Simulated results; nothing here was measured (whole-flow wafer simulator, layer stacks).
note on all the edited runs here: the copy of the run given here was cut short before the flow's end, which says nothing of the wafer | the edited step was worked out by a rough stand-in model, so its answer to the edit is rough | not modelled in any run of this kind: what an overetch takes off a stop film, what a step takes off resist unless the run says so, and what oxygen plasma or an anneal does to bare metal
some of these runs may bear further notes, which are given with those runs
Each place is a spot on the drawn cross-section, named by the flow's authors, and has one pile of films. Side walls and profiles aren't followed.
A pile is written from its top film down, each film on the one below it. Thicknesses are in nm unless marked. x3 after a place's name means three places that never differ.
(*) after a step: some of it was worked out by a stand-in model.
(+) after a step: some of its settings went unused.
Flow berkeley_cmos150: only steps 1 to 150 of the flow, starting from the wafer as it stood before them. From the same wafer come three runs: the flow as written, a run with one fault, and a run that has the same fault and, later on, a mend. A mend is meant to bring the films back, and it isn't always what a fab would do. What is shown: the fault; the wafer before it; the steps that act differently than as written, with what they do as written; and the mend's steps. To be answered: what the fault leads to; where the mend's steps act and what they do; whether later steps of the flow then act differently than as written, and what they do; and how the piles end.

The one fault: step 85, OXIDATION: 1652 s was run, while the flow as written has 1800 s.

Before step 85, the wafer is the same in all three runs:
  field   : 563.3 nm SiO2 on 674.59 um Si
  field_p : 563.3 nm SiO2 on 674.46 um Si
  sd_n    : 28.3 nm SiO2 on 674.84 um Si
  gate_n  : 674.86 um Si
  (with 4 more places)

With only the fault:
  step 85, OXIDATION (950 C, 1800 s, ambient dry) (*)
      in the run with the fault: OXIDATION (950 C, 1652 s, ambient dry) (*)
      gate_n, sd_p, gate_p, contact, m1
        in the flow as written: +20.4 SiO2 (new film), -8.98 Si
        in the run with the fault: +19.4 SiO2 (new film), -8.53 Si
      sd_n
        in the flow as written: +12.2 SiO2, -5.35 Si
        in the run with the fault: +11.3 SiO2, -4.98 Si
  Steps later in the flow that act otherwise than as written (not shown: 20 more steps that differ only slightly, by at most 2% or 0.5 nm, whichever is larger):
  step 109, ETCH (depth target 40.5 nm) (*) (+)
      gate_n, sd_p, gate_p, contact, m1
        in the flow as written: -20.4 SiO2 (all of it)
        in the run with the fault: -19.4 SiO2 (all of it)
  At the end the piles are close to the flow's at the places that both follow, differing by at most 2% or 0.5 nm, whichever is larger.

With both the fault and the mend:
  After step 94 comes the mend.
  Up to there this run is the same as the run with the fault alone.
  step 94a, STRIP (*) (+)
      field_p
        -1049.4 KrF resist (all of it)
      sd_p
        -1273.7 KrF resist (all of it)
      gate_p
        -1248.5 KrF resist (all of it)
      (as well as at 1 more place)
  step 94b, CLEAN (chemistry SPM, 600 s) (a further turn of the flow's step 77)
      leaves every film unchanged at each place that is followed
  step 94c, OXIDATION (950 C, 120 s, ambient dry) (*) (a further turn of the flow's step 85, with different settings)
      gate_n, sd_p, gate_p, contact, m1
        +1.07 SiO2, -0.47 Si
      field, field_p
        +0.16 SiO2, -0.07 Si
      sd_n
        +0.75 SiO2, -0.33 Si
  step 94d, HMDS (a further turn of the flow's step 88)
      leaves every film unchanged at each place that is followed
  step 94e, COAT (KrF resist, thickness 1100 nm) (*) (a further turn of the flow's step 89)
      field
        +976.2 KrF resist (new film)
      field_p
        +1087.8 KrF resist (new film)
      sd_n
        +1243 KrF resist (new film)
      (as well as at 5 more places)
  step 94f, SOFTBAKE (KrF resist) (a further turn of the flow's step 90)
      leaves every film unchanged at each place that is followed
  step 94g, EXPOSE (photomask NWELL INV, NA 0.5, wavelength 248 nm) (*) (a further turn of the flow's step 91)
      leaves every film unchanged at each place that is followed
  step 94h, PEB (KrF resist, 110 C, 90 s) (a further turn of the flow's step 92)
      field
        -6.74 KrF resist
      field_p
        -7.53 KrF resist
      sd_n
        -8.63 KrF resist
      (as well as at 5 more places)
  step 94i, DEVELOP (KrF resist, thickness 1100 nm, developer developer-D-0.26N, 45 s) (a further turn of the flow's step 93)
      field_p, sd_p, gate_p, m1
        -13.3 KrF resist
      field
        -969.5 KrF resist (all of it)
      sd_n
        -1234.3 KrF resist (all of it)
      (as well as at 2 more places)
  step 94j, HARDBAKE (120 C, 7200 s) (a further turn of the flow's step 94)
      field_p
        -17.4 KrF resist
      sd_p
        -21.4 KrF resist
      gate_p
        -20.9 KrF resist
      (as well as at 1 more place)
  Every later step of the flow that is run acts as written, at every place that is followed, to within 2% or 0.5 nm, whichever is larger.
  At the end the piles are close to the flow's at the places that both follow, differing by at most 2% or 0.5 nm, whichever is larger.
